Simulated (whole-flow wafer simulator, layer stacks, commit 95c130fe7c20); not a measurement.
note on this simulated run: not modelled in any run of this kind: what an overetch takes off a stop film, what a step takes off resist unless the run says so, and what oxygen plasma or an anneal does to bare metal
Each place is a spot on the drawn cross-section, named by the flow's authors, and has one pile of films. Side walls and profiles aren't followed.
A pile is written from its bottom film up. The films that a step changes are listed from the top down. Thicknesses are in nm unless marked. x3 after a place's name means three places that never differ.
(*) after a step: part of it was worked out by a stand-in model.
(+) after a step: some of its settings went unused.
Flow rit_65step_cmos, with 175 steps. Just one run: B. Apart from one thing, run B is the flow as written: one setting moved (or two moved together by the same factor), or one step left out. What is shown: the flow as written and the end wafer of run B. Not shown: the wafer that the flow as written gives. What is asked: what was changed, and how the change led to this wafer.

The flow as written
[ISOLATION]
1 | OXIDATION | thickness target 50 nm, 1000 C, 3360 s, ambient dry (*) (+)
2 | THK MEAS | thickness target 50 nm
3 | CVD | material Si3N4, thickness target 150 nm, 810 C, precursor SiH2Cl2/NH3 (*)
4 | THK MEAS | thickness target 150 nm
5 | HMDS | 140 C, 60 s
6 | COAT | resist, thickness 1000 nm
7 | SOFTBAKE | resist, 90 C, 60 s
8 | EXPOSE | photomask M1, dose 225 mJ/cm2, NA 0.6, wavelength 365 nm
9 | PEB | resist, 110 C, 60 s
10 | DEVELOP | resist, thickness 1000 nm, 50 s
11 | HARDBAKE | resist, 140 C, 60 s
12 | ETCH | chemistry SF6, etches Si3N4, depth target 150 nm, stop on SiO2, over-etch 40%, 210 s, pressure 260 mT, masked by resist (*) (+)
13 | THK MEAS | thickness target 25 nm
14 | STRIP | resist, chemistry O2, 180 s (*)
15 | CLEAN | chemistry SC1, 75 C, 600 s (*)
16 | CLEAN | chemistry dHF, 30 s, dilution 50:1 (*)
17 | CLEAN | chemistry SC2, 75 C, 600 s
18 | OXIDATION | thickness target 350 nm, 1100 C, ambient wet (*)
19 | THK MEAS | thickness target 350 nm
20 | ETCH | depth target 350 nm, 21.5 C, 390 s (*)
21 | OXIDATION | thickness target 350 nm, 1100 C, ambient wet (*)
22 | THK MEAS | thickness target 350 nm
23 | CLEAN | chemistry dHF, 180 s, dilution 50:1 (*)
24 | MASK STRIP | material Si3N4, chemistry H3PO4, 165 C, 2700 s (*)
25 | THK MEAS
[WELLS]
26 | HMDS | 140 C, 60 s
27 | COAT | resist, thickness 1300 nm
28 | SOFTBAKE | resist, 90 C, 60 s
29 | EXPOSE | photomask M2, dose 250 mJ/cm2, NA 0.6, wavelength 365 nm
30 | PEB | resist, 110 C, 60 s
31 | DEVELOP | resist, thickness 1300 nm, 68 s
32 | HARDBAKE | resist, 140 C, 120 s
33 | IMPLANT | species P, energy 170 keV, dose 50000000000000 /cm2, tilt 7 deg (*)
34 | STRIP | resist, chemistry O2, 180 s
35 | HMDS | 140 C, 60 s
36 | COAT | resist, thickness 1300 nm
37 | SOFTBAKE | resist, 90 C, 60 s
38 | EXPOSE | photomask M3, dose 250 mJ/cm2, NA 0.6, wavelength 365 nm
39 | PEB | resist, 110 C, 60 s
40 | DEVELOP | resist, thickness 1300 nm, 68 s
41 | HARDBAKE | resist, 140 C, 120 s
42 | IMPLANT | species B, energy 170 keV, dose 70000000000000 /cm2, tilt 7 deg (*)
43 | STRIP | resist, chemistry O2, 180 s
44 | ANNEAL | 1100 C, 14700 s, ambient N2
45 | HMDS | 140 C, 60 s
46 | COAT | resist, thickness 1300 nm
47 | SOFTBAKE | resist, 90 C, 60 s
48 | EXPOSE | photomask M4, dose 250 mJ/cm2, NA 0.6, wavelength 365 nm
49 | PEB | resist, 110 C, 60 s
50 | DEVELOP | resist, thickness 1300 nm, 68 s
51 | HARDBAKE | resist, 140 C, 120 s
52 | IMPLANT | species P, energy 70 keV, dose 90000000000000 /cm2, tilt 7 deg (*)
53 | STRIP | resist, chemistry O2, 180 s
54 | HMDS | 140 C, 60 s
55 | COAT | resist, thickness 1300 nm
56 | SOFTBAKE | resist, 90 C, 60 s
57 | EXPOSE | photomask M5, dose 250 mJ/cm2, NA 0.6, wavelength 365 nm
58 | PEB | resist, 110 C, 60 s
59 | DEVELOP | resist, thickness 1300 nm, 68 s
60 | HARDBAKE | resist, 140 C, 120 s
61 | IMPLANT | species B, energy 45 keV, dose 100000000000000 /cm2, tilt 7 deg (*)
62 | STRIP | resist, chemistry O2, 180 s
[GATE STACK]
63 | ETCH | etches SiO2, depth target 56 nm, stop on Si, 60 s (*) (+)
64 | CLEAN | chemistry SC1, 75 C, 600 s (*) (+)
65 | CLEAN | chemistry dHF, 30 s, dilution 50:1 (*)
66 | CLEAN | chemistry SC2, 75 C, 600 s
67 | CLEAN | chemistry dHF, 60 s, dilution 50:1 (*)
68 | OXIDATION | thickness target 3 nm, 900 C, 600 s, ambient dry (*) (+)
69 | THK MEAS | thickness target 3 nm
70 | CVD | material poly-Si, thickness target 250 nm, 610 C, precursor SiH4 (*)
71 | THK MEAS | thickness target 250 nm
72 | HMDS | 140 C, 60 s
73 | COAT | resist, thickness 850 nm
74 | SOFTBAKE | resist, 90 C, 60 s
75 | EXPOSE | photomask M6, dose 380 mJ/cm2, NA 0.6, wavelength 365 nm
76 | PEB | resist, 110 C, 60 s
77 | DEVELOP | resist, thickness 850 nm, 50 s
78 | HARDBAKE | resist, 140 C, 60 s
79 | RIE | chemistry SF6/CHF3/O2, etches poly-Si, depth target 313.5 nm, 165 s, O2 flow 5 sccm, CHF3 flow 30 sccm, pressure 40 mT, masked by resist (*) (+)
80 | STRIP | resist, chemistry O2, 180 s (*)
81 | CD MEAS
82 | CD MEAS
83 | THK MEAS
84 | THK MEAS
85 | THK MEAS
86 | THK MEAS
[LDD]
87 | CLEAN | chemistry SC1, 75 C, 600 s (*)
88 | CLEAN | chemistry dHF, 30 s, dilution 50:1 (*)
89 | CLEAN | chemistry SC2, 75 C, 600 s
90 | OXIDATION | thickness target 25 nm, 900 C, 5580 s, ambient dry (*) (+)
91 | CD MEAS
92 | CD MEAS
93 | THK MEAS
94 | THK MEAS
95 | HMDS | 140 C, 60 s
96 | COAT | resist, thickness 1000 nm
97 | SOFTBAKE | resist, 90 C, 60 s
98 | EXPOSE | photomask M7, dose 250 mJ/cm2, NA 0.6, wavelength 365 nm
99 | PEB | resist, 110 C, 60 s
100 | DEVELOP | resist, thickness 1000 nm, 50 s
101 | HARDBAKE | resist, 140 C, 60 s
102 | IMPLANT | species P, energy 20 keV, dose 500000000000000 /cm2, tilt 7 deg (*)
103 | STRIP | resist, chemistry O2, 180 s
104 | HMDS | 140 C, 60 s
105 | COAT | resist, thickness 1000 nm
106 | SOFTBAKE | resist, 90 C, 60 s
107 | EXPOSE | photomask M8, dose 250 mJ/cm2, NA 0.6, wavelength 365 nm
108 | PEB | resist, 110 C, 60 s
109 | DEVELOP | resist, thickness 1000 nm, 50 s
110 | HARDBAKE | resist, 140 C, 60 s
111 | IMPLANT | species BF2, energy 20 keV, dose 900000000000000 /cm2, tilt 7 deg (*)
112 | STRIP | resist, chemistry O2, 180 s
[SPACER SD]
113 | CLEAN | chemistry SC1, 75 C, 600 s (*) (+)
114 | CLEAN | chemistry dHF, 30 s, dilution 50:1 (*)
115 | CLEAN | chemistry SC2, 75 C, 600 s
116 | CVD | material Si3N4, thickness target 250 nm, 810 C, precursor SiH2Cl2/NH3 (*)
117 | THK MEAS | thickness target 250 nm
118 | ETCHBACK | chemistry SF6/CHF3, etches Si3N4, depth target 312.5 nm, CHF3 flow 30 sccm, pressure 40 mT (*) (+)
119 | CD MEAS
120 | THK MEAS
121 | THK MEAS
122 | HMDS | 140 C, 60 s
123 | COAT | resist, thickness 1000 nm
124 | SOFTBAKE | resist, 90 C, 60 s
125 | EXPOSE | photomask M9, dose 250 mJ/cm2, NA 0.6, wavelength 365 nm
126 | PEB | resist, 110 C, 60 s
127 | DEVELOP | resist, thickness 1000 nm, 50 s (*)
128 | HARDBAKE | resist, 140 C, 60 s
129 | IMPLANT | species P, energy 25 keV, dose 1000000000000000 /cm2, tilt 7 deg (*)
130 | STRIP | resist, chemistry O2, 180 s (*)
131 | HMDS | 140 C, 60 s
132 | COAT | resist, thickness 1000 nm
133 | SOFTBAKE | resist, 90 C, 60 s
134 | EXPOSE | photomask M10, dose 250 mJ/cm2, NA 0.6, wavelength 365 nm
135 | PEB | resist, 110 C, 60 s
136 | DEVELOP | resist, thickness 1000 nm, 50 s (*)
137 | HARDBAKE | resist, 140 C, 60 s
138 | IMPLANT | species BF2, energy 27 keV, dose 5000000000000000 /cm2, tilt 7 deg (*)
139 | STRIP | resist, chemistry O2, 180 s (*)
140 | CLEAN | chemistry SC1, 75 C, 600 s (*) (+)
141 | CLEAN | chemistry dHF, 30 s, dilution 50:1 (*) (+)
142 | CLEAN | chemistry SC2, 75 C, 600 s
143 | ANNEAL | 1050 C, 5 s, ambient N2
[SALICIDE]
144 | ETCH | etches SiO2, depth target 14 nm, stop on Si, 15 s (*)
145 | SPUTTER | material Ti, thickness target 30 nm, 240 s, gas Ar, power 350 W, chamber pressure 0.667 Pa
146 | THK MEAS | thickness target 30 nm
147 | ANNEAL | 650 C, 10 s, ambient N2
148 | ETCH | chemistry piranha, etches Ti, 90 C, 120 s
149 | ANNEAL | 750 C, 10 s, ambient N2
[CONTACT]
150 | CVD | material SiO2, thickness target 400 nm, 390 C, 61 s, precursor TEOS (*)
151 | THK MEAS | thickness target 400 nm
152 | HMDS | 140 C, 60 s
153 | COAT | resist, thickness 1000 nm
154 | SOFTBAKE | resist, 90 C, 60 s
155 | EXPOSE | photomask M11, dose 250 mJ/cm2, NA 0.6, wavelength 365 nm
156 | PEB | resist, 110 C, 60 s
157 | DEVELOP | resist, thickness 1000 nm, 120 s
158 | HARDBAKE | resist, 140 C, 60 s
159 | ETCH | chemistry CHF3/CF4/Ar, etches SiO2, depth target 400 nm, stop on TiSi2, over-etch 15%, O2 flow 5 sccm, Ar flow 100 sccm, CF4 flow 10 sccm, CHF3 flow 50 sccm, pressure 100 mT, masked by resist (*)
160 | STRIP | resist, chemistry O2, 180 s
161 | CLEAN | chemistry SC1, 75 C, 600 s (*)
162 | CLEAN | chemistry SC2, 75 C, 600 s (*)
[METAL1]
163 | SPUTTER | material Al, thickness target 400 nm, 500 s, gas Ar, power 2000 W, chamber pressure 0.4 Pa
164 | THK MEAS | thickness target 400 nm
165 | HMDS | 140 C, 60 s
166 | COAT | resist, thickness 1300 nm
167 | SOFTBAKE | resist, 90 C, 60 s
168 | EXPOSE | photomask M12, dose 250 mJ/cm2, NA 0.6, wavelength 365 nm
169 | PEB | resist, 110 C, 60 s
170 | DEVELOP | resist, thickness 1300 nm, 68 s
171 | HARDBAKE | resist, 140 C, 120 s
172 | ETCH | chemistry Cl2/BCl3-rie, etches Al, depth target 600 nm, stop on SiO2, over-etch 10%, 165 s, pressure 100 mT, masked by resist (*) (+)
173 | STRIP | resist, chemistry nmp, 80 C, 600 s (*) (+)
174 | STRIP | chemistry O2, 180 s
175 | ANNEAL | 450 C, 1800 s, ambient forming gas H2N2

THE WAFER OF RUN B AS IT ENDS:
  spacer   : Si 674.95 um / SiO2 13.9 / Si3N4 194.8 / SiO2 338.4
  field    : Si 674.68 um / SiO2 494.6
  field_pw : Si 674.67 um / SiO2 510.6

The reason: step 163, SPUTTER: thickness target 200 nm was run, while the flow as written has thickness target 400 nm.

How this came from the change, step by step:
  163 | SPUTTER | material Al, thickness target 400 nm, 500 s, gas Ar, power 2000 W, chamber pressure 0.4 Pa
      field, field_p, spacer, spacer_p: Al gains 200 (new film) (in the flow as written it would be: Al gains 400 (new film))
      gate_n, gate_p: Al gains 200 (new film) (in the flow as written it would be: Al gains 396 (new film))
      (also at 2 further places)
  172 | ETCH | chemistry Cl2/BCl3-rie, etches Al, depth target 600 nm, stop on SiO2, over-etch 10%, 165 s, pressure 100 mT, masked by resist (*) (+)
      field, field_p, spacer, spacer_p: Al loses 200 (all of it), SiO2 loses 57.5 (in the flow as written it would be: Al loses 400 (all of it), SiO2 loses 32.5)
      gate_n, gate_p: Al loses 200 (all of it), SiO2 loses 57.5 (in the flow as written it would be: Al loses 396 (all of it), SiO2 loses 33)
      (also at 2 further places)
